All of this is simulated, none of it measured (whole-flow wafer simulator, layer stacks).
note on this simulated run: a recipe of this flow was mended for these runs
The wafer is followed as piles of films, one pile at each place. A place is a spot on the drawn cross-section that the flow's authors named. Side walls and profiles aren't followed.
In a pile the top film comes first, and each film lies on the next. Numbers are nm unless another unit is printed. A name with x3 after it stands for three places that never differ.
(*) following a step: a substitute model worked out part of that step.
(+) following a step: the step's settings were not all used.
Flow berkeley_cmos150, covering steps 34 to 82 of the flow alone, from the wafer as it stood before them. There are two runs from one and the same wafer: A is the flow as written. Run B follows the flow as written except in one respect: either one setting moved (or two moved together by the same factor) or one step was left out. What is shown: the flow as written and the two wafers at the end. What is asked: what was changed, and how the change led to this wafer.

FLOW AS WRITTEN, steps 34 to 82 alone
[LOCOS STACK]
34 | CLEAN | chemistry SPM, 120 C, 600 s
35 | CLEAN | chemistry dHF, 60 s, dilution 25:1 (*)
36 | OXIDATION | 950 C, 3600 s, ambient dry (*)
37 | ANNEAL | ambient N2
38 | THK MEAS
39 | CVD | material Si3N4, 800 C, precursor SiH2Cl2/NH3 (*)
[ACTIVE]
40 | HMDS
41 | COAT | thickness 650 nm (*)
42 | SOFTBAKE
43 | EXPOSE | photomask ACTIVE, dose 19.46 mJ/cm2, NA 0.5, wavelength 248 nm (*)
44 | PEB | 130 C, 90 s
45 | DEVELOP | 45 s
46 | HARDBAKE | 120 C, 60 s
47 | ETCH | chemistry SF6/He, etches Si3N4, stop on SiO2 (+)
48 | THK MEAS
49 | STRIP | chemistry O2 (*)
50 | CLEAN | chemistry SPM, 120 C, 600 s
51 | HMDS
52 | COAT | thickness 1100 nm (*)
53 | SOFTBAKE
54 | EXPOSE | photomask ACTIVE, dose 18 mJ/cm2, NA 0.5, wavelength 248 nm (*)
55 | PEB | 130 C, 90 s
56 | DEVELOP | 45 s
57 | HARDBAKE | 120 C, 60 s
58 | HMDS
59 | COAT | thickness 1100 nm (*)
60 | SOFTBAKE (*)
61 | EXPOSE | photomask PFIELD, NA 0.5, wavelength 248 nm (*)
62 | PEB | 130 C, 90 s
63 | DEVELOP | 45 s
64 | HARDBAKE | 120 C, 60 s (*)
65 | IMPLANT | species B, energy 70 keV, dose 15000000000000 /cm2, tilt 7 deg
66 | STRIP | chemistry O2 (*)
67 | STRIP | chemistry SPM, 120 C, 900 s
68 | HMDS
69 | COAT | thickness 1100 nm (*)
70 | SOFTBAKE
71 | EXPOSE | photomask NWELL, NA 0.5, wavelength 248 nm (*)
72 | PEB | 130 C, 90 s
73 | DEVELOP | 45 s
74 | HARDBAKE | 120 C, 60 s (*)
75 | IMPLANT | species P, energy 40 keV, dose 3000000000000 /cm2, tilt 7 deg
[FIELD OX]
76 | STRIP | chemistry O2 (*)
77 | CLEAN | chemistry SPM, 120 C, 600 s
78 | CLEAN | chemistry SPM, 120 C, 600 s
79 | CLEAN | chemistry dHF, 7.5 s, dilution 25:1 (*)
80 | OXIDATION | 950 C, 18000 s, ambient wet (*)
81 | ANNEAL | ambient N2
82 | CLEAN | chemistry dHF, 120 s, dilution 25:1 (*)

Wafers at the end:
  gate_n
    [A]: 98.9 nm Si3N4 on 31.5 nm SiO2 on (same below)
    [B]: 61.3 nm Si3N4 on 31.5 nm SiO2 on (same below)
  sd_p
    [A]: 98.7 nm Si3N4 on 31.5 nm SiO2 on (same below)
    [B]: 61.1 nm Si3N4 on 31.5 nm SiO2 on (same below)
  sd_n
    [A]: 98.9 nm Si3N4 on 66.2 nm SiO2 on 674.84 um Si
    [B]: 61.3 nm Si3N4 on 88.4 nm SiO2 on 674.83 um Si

Cause: step 39, CVD: 765 C was run, whereas the flow has 800 C.

Step by step, how the change led to this:
  39 | CVD | material Si3N4, 800 C, precursor SiH2Cl2/NH3 (*)
      field, field_p, sd_n, gate_n, sd_p, gate_p, contact, m1: A +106 Si3N4 (new film) | B +68.5 Si3N4 (new film)
  47 | ETCH | chemistry SF6/He, etches Si3N4, stop on SiO2 (+)
      sd_n, gate_n, sd_p, gate_p, contact, m1: A -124 KrF-resist | B -83.1 KrF-resist
      field, field_p: A -106 Si3N4 (all of it), -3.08 SiO2 | B -68.5 Si3N4 (all of it), -3.08 SiO2
  49 | STRIP | chemistry O2 (*)
      sd_n: A -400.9 KrF-resist (all of it) | B -441.7 KrF-resist (all of it)
      gate_n: A -409.3 KrF-resist (all of it) | B -450.1 KrF-resist (all of it)
      (also at 4 further places)
  52 | COAT | thickness 1100 nm (*)
      sd_n: A +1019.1 thick-KrF-resist (new film) | B +1040.7 thick-KrF-resist (new film)
      m1: A +1029.1 thick-KrF-resist (new film) | B +1050.7 thick-KrF-resist (new film)
  57 | HARDBAKE | 120 C, 60 s
      sd_n: A -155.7 thick-KrF-resist | B -159 thick-KrF-resist
      m1: A -157.2 thick-KrF-resist | B -160.5 thick-KrF-resist
  69 | COAT | thickness 1100 nm (*)
      sd_n: A +1019.1 thick-KrF-resist (new film) | B +1040.7 thick-KrF-resist (new film)
      m1: A +1029.1 thick-KrF-resist (new film) | B +1050.7 thick-KrF-resist (new film)
  76 | STRIP | chemistry O2 (*)
      sd_n: A -1003.4 thick-KrF-resist (all of it) | B -1024.9 thick-KrF-resist (all of it)
      m1: A -1013.3 thick-KrF-resist (all of it) | B -1034.8 thick-KrF-resist (all of it)
  80 | OXIDATION | 950 C, 18000 s, ambient wet (*)
      sd_n: A +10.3 SiO2 (new film), -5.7 Si3N4, +34.7 SiO2, -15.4 Si | B +10.3 SiO2 (new film), -5.7 Si3N4, +56.9 SiO2, -25.4 Si
